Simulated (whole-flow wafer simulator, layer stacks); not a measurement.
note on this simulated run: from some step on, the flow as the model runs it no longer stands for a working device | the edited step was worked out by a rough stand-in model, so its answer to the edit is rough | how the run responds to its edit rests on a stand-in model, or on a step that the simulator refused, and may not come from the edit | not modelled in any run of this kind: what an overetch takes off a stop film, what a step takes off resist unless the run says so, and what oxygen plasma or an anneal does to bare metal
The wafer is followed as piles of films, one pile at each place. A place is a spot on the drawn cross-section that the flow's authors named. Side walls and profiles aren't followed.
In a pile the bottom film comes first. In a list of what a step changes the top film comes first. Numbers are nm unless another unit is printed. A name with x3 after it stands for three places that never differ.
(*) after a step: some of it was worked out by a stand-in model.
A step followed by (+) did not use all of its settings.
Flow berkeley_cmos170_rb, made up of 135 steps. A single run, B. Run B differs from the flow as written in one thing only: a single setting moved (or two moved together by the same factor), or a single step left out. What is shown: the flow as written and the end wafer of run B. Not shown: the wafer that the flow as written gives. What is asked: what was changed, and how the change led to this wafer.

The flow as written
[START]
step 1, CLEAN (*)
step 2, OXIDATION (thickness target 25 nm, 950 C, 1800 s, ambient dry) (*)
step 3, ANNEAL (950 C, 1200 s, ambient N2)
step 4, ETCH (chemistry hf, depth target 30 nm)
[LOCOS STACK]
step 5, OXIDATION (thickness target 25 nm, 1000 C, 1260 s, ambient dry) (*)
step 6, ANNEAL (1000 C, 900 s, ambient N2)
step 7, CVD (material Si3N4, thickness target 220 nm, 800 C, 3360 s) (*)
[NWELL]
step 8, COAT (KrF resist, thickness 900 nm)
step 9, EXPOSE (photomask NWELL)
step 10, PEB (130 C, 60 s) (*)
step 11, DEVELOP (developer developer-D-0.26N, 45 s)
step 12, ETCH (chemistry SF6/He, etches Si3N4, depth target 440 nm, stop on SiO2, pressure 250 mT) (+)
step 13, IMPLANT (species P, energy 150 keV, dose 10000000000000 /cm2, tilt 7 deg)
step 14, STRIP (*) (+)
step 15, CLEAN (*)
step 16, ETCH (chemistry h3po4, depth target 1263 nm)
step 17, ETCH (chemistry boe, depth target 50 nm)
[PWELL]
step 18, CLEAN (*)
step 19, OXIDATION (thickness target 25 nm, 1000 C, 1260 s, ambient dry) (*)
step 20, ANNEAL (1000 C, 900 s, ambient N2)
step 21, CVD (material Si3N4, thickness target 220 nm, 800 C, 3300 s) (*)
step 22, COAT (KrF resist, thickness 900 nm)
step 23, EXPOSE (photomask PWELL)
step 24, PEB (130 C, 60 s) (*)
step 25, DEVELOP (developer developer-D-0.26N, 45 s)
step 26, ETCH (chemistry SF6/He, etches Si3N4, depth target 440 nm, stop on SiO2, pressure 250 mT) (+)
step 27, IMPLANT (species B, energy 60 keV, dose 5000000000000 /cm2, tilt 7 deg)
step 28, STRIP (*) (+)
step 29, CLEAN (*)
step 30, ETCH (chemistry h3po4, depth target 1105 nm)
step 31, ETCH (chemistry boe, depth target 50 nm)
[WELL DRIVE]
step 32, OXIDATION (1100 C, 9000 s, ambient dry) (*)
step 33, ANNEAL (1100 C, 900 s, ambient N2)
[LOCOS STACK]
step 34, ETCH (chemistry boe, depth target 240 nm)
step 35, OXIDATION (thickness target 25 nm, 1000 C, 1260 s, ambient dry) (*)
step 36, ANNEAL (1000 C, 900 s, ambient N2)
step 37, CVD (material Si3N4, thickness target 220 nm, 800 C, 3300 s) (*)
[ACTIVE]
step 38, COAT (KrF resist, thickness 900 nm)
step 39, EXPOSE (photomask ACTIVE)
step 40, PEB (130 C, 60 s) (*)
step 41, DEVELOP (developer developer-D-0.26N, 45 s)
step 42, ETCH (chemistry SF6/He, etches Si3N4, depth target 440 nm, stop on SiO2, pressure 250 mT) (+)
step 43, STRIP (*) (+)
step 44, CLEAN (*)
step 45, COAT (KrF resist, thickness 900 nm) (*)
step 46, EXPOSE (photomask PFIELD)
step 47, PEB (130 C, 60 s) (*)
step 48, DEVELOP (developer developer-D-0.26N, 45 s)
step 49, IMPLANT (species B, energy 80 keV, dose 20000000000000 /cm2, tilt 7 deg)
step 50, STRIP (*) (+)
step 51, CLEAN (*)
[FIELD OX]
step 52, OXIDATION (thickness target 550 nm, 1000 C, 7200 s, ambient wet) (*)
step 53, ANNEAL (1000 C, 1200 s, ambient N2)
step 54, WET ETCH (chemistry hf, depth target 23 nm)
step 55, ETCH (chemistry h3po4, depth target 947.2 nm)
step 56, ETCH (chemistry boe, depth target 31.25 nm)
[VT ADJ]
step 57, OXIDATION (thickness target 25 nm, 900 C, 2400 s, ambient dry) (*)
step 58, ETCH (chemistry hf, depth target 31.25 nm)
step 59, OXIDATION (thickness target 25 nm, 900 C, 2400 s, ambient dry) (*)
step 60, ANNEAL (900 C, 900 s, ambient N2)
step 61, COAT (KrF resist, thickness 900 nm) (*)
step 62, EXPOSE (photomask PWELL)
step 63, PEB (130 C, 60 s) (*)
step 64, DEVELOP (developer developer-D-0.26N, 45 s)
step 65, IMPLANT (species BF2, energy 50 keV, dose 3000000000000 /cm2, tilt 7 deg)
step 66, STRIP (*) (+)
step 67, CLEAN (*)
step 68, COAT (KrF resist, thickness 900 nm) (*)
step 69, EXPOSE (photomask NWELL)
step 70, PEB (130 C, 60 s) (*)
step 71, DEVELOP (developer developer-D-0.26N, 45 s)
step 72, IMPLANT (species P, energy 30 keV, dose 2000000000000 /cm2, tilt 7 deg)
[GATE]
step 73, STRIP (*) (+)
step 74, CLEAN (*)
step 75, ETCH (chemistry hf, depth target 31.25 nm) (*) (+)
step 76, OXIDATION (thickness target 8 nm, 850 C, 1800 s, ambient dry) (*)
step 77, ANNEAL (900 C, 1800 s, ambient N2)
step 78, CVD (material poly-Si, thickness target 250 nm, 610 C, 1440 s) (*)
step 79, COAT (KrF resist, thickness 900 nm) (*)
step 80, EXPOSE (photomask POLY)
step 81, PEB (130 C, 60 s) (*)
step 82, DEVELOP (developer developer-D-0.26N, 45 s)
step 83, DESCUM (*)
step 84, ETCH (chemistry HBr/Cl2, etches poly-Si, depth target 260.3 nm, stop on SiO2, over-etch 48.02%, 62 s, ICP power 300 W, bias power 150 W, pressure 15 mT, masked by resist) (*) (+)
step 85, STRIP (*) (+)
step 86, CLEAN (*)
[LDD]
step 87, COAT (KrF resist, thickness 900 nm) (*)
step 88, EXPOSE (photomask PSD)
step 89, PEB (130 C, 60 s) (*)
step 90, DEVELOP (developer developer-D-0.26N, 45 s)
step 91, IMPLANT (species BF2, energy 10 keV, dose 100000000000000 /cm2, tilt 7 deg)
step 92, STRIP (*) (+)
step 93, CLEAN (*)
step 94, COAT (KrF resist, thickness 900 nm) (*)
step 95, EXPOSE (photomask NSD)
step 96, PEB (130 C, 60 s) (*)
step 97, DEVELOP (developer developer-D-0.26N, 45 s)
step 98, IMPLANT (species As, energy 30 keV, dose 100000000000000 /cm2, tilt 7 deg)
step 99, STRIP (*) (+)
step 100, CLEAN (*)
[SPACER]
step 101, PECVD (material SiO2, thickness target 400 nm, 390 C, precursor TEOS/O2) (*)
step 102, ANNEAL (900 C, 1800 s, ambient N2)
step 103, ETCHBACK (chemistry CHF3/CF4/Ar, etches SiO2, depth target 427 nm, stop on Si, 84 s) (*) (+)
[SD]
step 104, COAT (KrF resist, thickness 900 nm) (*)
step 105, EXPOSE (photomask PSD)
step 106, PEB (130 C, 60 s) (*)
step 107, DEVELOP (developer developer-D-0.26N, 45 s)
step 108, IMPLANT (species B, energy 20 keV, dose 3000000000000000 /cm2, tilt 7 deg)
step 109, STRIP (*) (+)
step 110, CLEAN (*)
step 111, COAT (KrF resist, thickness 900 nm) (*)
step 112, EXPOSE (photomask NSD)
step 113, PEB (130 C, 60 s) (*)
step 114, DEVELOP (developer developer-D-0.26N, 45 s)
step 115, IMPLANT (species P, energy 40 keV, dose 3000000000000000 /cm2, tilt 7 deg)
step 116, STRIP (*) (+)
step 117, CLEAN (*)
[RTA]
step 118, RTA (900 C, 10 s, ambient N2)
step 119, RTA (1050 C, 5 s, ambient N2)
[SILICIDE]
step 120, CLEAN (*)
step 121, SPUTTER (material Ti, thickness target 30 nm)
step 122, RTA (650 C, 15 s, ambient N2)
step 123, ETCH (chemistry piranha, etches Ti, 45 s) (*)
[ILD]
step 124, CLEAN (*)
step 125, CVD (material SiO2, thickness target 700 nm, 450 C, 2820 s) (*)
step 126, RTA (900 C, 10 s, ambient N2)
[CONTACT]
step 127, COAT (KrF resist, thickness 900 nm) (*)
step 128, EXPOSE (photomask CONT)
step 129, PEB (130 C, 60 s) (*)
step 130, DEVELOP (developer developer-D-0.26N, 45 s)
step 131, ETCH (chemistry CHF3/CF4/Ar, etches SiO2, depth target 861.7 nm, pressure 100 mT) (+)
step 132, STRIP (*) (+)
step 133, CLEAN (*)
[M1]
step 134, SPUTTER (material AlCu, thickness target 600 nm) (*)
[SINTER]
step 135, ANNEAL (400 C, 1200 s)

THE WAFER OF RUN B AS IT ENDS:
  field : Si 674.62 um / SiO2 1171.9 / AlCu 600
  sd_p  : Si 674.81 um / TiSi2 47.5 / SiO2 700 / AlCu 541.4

Cause: step 75, ETCH: depth target 17.66 nm was run, while the flow as written has depth target 31.25 nm.

How this came from the change, step by step:
  step 75, ETCH (chemistry hf, depth target 31.25 nm) (*) (+)
      field: SiO2 loses 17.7 (it would be, as written: SiO2 loses 31.3)
  step 121, SPUTTER (material Ti, thickness target 30 nm)
      sd_p: Ti gains 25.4 (new film) (it would be, as written: Ti gains 27.1 (new film))
  step 122, RTA (650 C, 15 s, ambient N2)
      sd_p: Ti loses 19.8, TiSi2 C49 gains 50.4 (new film), Si loses 45 (it would be, as written: Ti loses 21.1, TiSi first gains 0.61 (new film), TiSi2 C49 gains 52.9 (new film), Si loses 47.6)
  step 126, RTA (900 C, 10 s, ambient N2)
      sd_p: under 1 film: TiSi2 gains 47.5 (new film), TiSi2 C49 loses 50.4 (all of it) (it would be, as written: under 1 film: TiSi2 gains 50.7 (new film), TiSi first loses 0.61 (all of it), TiSi2 C49 loses 52.9 (all of it), Si loses 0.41)
